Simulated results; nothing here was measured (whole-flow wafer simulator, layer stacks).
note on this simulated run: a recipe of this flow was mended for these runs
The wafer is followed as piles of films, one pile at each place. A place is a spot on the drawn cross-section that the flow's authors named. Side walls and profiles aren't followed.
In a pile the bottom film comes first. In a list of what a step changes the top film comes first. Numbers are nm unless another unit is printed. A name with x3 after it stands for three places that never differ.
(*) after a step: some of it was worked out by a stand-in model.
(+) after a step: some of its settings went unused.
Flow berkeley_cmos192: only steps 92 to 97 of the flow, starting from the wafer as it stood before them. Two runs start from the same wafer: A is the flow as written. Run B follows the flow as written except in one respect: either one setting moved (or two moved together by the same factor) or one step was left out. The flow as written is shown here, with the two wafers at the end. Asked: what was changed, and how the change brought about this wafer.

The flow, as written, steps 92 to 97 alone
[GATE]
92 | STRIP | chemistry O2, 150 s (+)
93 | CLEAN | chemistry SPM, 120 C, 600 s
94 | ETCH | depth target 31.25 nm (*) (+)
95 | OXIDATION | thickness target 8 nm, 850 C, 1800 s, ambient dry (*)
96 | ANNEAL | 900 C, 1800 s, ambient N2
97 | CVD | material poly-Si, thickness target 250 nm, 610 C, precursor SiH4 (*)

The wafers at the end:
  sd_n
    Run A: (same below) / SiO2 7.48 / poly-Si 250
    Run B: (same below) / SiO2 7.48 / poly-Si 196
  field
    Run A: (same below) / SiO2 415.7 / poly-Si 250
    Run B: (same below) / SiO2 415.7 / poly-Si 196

The reason: step 97, CVD: thickness target 196 nm was run, while the flow as written has thickness target 250 nm.
The wafer lets one read it off: sd_n has poly-Si 196, and step 97 as written asks for 250 nm.

The path from the change to this, step by step:
  97 | CVD | material poly-Si, thickness target 250 nm, 610 C, precursor SiH4 (*)
      field, sd_n, spacer_n, gate, sd_p, spacer_p x2, contact, m1: A +250 poly-Si (new film) | B +196 poly-Si (new film)
